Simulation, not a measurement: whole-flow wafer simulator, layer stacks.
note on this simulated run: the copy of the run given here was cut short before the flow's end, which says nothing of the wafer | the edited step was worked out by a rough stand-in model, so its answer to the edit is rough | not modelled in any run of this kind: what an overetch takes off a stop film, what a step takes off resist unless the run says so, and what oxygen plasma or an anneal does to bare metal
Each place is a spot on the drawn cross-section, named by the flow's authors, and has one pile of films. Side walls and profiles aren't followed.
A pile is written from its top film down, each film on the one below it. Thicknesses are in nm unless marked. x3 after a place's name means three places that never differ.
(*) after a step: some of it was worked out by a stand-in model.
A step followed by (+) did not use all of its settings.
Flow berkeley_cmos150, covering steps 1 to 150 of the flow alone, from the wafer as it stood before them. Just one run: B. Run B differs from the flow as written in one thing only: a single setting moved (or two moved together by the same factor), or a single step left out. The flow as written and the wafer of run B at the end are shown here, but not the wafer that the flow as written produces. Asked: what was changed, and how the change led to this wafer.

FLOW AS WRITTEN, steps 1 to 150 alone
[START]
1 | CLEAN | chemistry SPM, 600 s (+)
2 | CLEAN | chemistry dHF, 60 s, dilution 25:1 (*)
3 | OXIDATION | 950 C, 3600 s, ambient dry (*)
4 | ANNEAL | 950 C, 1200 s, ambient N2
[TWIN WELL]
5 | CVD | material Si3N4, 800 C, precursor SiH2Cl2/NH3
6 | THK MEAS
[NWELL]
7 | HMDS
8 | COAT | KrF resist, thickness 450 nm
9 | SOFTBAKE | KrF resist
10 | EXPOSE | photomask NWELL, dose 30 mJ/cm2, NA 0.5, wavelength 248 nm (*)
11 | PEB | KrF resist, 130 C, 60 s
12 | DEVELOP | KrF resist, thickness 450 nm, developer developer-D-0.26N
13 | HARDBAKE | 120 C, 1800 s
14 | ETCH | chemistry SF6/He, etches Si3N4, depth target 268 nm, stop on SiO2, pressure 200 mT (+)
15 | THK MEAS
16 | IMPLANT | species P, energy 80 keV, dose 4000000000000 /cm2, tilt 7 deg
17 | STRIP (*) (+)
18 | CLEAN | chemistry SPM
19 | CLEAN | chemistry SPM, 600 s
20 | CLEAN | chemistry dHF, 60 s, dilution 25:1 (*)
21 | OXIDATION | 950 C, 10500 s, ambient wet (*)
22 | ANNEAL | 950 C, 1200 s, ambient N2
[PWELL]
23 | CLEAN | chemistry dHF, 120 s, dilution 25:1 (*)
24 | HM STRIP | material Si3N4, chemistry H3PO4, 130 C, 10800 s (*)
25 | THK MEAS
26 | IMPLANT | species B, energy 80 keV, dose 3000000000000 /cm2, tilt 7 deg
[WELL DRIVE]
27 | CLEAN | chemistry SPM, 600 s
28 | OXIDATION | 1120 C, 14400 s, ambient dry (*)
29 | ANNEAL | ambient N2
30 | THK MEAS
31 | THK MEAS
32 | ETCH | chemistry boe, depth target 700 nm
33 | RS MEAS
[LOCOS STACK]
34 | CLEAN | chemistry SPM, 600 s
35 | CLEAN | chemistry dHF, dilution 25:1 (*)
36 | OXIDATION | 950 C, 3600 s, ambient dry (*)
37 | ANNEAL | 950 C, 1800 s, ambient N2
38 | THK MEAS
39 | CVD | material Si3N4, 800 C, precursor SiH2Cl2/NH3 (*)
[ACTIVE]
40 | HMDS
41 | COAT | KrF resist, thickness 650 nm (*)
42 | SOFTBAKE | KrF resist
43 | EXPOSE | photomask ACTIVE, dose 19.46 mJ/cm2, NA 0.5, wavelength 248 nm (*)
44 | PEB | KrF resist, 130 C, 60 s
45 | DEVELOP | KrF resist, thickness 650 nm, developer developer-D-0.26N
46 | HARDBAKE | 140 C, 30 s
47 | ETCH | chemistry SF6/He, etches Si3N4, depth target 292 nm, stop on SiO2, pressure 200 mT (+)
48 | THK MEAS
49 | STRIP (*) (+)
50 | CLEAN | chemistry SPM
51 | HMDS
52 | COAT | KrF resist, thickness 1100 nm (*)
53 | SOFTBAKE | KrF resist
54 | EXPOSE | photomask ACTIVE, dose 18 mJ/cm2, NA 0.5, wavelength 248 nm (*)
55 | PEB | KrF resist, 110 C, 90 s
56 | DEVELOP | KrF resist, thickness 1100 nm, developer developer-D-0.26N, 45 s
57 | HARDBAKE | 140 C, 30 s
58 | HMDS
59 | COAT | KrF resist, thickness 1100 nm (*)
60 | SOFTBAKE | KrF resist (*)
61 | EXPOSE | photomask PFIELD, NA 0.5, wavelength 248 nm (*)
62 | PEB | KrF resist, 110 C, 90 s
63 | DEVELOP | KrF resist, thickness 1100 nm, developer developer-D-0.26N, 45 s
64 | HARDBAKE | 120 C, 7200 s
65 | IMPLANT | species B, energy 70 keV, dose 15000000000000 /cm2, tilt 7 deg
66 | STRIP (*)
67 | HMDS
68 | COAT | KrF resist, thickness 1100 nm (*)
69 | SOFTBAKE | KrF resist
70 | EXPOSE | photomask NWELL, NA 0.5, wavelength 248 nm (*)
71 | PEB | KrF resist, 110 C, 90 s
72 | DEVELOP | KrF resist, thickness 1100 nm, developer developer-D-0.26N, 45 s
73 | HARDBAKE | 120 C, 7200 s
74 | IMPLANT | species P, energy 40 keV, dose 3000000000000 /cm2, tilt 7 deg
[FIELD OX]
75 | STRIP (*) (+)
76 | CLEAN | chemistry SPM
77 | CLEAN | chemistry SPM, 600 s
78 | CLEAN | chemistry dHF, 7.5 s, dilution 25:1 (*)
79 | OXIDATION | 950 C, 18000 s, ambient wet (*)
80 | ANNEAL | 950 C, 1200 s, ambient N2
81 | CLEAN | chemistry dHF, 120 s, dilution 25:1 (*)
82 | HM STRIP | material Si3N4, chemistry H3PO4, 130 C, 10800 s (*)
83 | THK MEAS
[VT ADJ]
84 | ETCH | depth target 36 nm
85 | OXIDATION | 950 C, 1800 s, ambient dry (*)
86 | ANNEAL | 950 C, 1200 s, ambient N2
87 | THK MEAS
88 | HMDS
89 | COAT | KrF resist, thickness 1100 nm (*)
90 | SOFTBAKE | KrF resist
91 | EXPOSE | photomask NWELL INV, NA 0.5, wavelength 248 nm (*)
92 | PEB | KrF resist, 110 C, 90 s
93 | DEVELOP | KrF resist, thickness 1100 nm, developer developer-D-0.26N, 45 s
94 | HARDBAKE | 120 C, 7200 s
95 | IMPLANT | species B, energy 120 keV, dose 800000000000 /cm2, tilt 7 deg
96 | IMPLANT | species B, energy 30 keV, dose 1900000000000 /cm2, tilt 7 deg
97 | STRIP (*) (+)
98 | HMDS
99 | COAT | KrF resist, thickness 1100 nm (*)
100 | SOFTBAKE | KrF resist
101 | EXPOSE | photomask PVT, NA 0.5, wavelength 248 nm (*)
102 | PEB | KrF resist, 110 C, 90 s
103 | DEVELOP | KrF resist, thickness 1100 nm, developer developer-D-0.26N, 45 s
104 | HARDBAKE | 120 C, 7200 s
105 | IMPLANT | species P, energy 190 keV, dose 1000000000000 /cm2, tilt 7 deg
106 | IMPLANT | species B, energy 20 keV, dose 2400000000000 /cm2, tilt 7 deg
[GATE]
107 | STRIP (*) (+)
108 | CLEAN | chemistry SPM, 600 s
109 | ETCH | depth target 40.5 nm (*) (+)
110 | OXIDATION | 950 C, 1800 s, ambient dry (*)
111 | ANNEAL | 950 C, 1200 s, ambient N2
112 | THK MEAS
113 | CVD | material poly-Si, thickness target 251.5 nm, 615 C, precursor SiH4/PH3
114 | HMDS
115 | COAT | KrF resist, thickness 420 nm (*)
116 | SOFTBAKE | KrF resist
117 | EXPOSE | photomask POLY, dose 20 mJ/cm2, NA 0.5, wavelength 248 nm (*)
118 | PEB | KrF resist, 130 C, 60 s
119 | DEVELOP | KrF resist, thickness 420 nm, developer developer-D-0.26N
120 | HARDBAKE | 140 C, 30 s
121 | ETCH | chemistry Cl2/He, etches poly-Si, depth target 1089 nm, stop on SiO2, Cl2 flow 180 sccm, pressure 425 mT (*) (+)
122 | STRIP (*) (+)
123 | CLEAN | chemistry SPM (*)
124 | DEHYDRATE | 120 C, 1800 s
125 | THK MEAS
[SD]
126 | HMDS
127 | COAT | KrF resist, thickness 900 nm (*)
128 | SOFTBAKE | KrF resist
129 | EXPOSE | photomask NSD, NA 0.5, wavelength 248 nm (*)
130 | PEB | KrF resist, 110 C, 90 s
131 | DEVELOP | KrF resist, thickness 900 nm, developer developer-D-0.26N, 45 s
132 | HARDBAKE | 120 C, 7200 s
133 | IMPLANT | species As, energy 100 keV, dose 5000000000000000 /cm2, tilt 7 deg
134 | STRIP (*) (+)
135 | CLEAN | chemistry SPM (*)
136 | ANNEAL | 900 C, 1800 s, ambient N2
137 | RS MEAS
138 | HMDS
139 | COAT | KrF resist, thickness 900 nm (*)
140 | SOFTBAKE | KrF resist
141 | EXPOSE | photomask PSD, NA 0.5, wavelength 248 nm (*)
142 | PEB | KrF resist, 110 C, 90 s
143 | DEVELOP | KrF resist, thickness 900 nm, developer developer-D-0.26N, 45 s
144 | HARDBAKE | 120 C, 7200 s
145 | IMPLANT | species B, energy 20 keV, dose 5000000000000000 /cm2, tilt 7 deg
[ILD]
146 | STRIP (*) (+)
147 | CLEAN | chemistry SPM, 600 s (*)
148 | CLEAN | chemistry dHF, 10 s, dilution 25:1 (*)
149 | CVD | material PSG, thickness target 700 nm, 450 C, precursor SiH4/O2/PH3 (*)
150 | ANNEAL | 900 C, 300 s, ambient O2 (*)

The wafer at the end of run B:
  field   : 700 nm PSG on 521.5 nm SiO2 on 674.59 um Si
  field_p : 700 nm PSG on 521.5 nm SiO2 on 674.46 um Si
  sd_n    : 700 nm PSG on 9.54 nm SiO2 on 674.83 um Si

Cause: step 110, OXIDATION: 1044 s was run, while the flow as written has 1800 s.

How this came from the change, step by step:
  110 | OXIDATION | 950 C, 1800 s, ambient dry (*)
      sd_n, gate_n, sd_p, gate_p, contact, m1: +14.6 SiO2 (new film), -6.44 Si (as written it would have been: +20.4 SiO2 (new film), -8.98 Si)
      field, field_p: +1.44 SiO2, -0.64 Si (as written it would have been: +2.49 SiO2, -1.09 Si)
